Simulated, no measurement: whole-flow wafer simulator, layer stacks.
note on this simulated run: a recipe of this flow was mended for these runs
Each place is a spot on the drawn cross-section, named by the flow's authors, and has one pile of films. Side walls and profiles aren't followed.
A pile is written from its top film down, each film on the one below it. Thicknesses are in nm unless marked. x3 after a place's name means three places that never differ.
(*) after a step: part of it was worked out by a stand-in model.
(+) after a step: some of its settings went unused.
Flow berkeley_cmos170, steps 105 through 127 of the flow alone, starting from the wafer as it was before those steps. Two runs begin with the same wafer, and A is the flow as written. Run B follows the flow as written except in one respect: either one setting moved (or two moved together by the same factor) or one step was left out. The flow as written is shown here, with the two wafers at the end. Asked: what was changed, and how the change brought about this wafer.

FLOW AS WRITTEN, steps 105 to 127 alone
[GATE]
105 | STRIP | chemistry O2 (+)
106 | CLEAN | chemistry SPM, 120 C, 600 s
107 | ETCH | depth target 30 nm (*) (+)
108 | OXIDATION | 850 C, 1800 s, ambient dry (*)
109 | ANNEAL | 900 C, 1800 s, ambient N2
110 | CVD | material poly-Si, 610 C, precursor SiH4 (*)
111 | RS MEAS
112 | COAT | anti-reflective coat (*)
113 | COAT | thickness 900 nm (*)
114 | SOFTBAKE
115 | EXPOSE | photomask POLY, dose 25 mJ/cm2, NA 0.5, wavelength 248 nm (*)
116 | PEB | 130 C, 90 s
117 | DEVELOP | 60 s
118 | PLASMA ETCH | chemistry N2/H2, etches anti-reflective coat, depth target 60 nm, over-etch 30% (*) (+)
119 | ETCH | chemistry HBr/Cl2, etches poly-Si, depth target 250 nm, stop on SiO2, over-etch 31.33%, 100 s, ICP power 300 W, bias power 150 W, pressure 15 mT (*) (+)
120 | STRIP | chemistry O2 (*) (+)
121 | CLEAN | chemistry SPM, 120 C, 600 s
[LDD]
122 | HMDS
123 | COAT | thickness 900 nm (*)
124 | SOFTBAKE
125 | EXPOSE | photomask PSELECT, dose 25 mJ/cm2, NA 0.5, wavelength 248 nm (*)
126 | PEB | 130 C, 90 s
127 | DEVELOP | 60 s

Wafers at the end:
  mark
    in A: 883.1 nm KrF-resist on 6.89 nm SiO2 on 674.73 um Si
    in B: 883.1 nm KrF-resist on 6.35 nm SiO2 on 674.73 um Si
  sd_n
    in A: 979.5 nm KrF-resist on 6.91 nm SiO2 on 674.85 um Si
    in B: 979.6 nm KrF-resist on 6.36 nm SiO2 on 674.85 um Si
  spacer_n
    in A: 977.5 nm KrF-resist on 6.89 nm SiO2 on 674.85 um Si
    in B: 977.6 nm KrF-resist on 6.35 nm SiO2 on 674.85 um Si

Cause: step 108, OXIDATION: 1584 s was run, though the flow has 1800 s.

How this came from the change, step by step:
  108 | OXIDATION | 850 C, 1800 s, ambient dry (*)
      mark, sd_n, spacer_n and 9 more: A +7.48 SiO2 (new film), -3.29 Si | B +6.94 SiO2 (new film), -3.05 Si
